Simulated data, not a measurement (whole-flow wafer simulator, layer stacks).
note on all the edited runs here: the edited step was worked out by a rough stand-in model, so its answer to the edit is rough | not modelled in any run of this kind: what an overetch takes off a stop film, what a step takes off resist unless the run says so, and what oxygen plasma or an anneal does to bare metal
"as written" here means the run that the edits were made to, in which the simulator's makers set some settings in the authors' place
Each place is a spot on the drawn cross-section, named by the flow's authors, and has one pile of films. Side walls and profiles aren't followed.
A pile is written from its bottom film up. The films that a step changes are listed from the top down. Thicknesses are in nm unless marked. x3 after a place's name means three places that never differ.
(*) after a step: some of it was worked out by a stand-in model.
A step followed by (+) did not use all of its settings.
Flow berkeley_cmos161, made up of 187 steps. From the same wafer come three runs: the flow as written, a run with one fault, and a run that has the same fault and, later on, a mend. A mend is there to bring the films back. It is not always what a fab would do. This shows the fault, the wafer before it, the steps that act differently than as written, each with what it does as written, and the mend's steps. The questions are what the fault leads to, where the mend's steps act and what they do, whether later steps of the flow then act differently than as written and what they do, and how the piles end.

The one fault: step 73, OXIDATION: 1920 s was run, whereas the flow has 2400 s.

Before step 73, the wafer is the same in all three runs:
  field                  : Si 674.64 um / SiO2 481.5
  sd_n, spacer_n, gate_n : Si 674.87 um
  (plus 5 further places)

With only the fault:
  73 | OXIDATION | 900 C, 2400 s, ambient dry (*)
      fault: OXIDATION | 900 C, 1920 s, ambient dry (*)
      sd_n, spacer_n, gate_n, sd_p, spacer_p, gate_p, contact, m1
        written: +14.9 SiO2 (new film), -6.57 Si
        fault: +13 SiO2 (new film), -5.71 Si
  Later steps of the flow acting differently than as written (not shown: 47 more steps that differ only slightly, by at most 2% or 0.5 nm, whichever is larger):
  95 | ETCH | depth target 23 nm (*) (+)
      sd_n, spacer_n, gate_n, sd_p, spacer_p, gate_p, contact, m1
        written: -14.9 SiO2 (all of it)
        fault: -13 SiO2 (all of it)
  At the end the piles are close to the flow's at the places that both follow, differing by at most 2% or 0.5 nm, whichever is larger.

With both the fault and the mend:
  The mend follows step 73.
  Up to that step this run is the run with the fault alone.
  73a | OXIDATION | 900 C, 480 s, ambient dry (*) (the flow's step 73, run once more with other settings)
      sd_n, spacer_n, gate_n, sd_p, spacer_p, gate_p, contact, m1
        +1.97 SiO2, -0.87 Si
      field
        +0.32 SiO2, -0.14 Si
  Every later step of the flow that is run acts as written at every place that is followed.
  The piles end the same as the flow's at every place that both follow.
